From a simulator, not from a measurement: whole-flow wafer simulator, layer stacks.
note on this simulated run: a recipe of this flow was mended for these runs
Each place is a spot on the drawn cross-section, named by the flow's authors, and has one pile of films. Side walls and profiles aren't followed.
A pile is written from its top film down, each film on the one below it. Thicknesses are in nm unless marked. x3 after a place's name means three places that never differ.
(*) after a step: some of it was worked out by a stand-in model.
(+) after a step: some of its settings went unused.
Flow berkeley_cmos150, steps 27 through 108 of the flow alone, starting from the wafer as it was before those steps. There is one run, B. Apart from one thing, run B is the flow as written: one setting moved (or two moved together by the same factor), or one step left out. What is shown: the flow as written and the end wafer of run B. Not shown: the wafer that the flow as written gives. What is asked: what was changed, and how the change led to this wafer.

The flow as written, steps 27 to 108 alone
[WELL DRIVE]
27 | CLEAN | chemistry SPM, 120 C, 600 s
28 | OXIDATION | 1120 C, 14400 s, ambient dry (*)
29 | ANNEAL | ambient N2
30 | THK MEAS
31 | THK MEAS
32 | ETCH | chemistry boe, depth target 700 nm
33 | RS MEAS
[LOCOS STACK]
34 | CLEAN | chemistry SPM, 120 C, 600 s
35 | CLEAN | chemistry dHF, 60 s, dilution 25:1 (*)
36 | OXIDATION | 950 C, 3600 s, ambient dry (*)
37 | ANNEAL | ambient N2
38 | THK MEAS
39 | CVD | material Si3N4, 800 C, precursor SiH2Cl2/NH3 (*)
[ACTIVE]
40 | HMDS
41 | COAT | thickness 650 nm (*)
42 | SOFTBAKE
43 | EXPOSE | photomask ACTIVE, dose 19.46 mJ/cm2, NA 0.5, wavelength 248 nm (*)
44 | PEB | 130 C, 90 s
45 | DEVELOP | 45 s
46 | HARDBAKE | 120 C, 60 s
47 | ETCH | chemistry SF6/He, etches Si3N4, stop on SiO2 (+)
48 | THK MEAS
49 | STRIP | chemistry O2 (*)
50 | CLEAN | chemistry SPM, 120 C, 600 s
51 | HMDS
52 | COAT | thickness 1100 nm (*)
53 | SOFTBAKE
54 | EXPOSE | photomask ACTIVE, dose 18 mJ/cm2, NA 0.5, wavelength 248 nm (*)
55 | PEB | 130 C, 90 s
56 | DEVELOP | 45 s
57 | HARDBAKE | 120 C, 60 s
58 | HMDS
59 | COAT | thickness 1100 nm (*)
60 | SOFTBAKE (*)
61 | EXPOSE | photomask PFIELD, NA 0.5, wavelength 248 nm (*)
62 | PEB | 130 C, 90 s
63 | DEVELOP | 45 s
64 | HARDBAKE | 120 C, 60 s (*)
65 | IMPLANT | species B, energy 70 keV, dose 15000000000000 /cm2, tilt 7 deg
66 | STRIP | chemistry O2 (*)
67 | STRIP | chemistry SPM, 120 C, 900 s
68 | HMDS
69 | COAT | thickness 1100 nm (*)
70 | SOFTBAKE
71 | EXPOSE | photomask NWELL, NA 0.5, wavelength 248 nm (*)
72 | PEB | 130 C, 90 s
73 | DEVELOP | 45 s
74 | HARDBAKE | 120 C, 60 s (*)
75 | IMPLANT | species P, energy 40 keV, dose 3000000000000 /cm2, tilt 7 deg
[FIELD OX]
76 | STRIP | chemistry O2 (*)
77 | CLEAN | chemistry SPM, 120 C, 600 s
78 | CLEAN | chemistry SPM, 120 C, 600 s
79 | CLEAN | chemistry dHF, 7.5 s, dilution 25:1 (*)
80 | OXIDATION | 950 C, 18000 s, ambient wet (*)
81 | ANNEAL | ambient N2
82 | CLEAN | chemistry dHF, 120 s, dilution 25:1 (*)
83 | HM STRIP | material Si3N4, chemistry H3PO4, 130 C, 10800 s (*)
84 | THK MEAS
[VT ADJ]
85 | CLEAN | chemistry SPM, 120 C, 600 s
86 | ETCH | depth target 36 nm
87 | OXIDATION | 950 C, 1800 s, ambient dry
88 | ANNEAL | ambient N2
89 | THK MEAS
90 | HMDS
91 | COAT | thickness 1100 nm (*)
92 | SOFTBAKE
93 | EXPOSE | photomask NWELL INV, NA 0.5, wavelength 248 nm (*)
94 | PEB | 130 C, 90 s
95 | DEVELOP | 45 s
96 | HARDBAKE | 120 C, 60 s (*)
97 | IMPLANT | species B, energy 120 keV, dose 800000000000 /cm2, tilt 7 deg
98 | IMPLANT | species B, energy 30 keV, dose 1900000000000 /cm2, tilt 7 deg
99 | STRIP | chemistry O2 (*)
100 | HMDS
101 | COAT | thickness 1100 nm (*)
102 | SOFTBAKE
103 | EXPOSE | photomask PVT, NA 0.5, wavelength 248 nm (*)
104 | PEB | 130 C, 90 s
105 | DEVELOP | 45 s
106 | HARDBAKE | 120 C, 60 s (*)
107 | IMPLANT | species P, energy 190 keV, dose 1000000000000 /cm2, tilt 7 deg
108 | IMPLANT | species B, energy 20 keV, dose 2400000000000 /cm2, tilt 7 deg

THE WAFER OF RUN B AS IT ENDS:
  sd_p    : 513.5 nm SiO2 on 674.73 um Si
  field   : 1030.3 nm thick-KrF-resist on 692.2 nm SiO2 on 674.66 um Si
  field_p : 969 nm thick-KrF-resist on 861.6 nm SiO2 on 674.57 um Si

What caused this: step 32, ETCH: chemistry boe, depth target 700 nm, was not run.

The path from the change to this, step by step:
  34 | CLEAN | chemistry SPM, 120 C, 600 s
      field, field_p, sd_n, gate_n, sd_p, gate_p, contact, m1: nothing (in the flow as written it would be: chemical SiO2 gains 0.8 (new film), Si loses 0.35)
  35 | CLEAN | chemistry dHF, 60 s, dilution 25:1 (*)
      field, field_p, sd_n, gate_n, sd_p, gate_p, contact, m1: SiO2 loses 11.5 (in the flow as written it would be: chemical SiO2 loses 0.8 (all of it))
  36 | OXIDATION | 950 C, 3600 s, ambient dry (*)
      field, sd_n, gate_n, contact, m1: SiO2 gains 7.87, Si loses 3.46 (in the flow as written it would be: SiO2 gains 31.5 (new film), Si loses 13.8)
      field_p, sd_p, gate_p: SiO2 gains 4.83, Si loses 2.13 (in the flow as written it would be: SiO2 gains 31.5 (new film), Si loses 13.8)
  41 | COAT | thickness 650 nm (*)
      field: KrF-resist gains 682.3 (new film) (in the flow as written it would be: KrF-resist gains 646.4 (new film))
      field_p: KrF-resist gains 588.2 (new film) (in the flow as written it would be: KrF-resist gains 715.2 (new film))
      (also at 4 further places)
  45 | DEVELOP | 45 s
      field: KrF-resist loses 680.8 (all of it) (in the flow as written it would be: KrF-resist loses 645 (all of it))
      field_p: KrF-resist loses 586.9 (all of it) (in the flow as written it would be: KrF-resist loses 713.6 (all of it))
  46 | HARDBAKE | 120 C, 60 s
      sd_n: KrF-resist loses 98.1 (in the flow as written it would be: KrF-resist loses 93.3)
      sd_p: KrF-resist loses 89.3 (in the flow as written it would be: KrF-resist loses 102.4)
      (also at 2 further places)
  49 | STRIP | chemistry O2 (*)
      sd_n: KrF-resist loses 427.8 (all of it) (in the flow as written it would be: KrF-resist loses 400.9 (all of it))
      gate_n: KrF-resist loses 419.6 (all of it) (in the flow as written it would be: KrF-resist loses 409.3 (all of it))
      (also at 3 further places)
  52 | COAT | thickness 1100 nm (*)
      field: thick-KrF-resist gains 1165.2 (new film) (in the flow as written it would be: thick-KrF-resist gains 1106.9 (new film))
      field_p: thick-KrF-resist gains 1057.3 (new film) (in the flow as written it would be: thick-KrF-resist gains 1219.5 (new film))
      (also at 3 further places)
  56 | DEVELOP | 45 s
      field: thick-KrF-resist loses 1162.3 (all of it) (in the flow as written it would be: thick-KrF-resist loses 1104.2 (all of it))
      field_p: thick-KrF-resist loses 1054.8 (all of it) (in the flow as written it would be: thick-KrF-resist loses 1216.4 (all of it))
  57 | HARDBAKE | 120 C, 60 s
      sd_n: thick-KrF-resist loses 161 (in the flow as written it would be: thick-KrF-resist loses 155.7)
      sd_p: thick-KrF-resist loses 149.5 (in the flow as written it would be: thick-KrF-resist loses 169.9)
      (also at 1 further place)
  59 | COAT | thickness 1100 nm (*)
      field: thick-KrF-resist gains 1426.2 (new film) (in the flow as written it would be: thick-KrF-resist gains 1375.8 (new film))
      field_p: thick-KrF-resist gains 1317 (new film) (in the flow as written it would be: thick-KrF-resist gains 1495 (new film))
      (also at 2 further places)
  62 | PEB | 130 C, 90 s
      field_p: thick-KrF-resist loses 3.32 (in the flow as written it would be: thick-KrF-resist loses 3.86)
  63 | DEVELOP | 45 s
      field: thick-KrF-resist loses 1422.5 (all of it) (in the flow as written it would be: thick-KrF-resist loses 1372.3 (all of it))
  66 | STRIP | chemistry O2 (*)
      field_p: thick-KrF-resist loses 1300.4 (all of it) (in the flow as written it would be: thick-KrF-resist loses 1477.9 (all of it))
      sd_n: thick-KrF-resist loses 1427.8 (all of it) (in the flow as written it would be: thick-KrF-resist loses 1395.2 (all of it))
      (also at 2 further places)
  69 | COAT | thickness 1100 nm (*)
      field: thick-KrF-resist gains 1165.2 (new film) (in the flow as written it would be: thick-KrF-resist gains 1106.9 (new film))
      field_p: thick-KrF-resist gains 1057.3 (new film) (in the flow as written it would be: thick-KrF-resist gains 1219.5 (new film))
      (also at 3 further places)
  73 | DEVELOP | 45 s
      field_p: thick-KrF-resist loses 1054.8 (all of it) (in the flow as written it would be: thick-KrF-resist loses 1216.4 (all of it))
      sd_p: thick-KrF-resist loses 976.9 (all of it) (in the flow as written it would be: thick-KrF-resist loses 1108.9 (all of it))
      (also at 1 further place)
  ... 10 other steps ...
  105 | DEVELOP | 45 s
      sd_p: thick-KrF-resist loses 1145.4 (all of it) (in the flow as written it would be: thick-KrF-resist loses 1314 (all of it))
      gate_p: thick-KrF-resist loses 1134.2 (all of it) (in the flow as written it would be: thick-KrF-resist loses 1288.3 (all of it))
